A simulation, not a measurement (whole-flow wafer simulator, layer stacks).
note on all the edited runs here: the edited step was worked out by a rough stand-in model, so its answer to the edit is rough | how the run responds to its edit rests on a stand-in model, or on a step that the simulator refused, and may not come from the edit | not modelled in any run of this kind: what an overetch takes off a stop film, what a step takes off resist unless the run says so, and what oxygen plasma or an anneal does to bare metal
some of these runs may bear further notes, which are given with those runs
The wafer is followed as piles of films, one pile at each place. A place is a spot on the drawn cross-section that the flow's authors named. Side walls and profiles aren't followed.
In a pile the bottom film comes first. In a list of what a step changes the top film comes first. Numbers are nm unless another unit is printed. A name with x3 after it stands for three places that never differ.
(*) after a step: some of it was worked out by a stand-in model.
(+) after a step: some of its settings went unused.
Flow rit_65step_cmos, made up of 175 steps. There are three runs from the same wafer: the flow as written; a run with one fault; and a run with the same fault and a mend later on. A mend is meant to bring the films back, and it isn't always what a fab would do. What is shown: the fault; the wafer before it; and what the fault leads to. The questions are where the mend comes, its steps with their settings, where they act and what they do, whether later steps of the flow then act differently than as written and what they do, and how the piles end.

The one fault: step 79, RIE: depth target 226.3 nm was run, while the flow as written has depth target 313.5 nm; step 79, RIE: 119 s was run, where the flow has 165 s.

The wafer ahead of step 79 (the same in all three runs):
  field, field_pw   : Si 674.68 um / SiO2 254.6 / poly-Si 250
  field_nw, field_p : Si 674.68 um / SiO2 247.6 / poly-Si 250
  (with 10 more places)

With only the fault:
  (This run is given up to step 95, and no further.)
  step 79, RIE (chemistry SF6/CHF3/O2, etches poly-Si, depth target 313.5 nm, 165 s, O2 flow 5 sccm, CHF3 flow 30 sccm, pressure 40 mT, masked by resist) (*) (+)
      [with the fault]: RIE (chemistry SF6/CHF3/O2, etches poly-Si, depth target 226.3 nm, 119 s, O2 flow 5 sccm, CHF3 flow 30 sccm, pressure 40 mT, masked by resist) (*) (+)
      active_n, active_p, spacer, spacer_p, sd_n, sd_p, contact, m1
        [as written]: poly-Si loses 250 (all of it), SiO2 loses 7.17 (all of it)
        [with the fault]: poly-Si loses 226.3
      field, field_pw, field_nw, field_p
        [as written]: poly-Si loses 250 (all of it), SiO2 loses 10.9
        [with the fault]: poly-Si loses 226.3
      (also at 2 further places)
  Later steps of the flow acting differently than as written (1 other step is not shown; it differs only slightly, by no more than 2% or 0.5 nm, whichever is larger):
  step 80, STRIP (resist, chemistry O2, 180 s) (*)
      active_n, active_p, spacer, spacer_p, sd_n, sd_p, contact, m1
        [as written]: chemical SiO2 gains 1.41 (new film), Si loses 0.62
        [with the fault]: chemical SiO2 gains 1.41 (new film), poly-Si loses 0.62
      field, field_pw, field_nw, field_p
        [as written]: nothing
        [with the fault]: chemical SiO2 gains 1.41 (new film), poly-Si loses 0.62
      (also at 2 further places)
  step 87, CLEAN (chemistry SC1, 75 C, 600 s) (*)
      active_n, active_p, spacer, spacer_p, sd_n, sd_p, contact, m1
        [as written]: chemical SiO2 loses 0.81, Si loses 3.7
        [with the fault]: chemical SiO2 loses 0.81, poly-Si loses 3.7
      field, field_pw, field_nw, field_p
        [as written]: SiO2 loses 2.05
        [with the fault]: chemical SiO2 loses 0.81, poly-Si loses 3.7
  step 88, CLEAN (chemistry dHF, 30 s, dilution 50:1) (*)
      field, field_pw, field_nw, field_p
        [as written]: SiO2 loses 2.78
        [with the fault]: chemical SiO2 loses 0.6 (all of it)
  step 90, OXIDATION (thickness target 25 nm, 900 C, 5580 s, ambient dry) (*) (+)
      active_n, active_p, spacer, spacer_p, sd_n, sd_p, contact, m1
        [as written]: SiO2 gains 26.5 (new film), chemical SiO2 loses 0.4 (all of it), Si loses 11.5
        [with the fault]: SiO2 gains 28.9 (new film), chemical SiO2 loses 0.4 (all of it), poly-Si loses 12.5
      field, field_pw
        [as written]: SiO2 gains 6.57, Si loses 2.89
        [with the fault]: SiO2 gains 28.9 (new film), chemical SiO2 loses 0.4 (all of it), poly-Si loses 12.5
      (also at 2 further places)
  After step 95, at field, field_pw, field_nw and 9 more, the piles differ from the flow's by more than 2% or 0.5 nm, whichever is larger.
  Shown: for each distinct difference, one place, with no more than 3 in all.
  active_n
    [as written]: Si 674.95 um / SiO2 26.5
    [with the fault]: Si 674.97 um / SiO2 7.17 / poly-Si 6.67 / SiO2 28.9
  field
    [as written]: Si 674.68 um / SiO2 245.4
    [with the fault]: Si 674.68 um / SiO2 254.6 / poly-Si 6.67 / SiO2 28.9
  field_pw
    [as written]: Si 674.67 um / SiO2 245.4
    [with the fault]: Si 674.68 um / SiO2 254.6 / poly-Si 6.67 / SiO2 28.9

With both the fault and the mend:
  The mend stands after step 86.
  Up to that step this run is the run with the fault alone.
  step 86a, HMDS (140 C, 60 s) (the flow's step 72, run once more)
      alters no film at any place that is followed
  step 86b, COAT (resist, thickness 850 nm) (the flow's step 73, run once more)
      active_n, active_p
        resist gains 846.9 (new film)
      gate_n, gate_p
        resist gains 632 (new film)
      spacer, spacer_p
        resist gains 857.4 (new film)
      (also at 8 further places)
  step 86c, SOFTBAKE (resist, 90 C, 60 s) (the flow's step 74, run once more)
      alters no film at any place that is followed
  step 86d, EXPOSE (photomask M6, dose 380 mJ/cm2, NA 0.6, wavelength 365 nm) (the flow's step 75, run once more)
      alters no film at any place that is followed
  step 86e, PEB (resist, 110 C, 60 s) (the flow's step 76, run once more)
      active_n, active_p, sd_p, contact, m1
        resist loses 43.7
      gate_n, gate_p
        resist loses 32.3
      spacer, spacer_p
        resist loses 44.3
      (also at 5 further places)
  step 86f, DEVELOP (resist, thickness 850 nm, 50 s) (the flow's step 77, run once more)
      active_n, active_p
        resist loses 803.2 (all of it)
      field
        resist loses 833.4 (all of it)
      field_pw
        resist loses 826.7 (all of it)
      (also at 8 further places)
  step 86g, HARDBAKE (resist, 140 C, 60 s) (the flow's step 78, run once more)
      gate_n, gate_p
        resist loses 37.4
  step 86h, RIE (chemistry SF6/CHF3/O2, etches poly-Si, depth target 87.15 nm, 46 s, O2 flow 5 sccm, CHF3 flow 30 sccm, pressure 40 mT, masked by resist) (*) (+) (the flow's step 79, run once more with other settings)
      active_n, active_p, spacer, spacer_p, sd_n, sd_p, contact, m1
        chemical SiO2 loses 1.41 (all of it), poly-Si loses 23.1 (all of it), SiO2 loses 7.17 (all of it)
      field, field_pw, field_nw, field_p
        chemical SiO2 loses 1.41 (all of it), poly-Si loses 23.1 (all of it), SiO2 loses 11
      gate_n, gate_p
        resist loses 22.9
  step 86i, STRIP (resist, chemistry O2, 180 s) (*) (the flow's step 80, run once more)
      active_n, active_p, spacer, spacer_p, sd_n, sd_p, contact, m1
        chemical SiO2 gains 1.41 (new film), Si loses 0.62
      gate_n, gate_p
        resist loses 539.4 (all of it), chemical SiO2 gains 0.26, poly-Si loses 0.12
  None of the later steps of the flow differs from how it acts as written, at any place that is followed, by more than 2% or 0.5 nm, whichever is larger.
  At the end the piles are close to the flow's at the places that both follow, differing by at most 2% or 0.5 nm, whichever is larger.
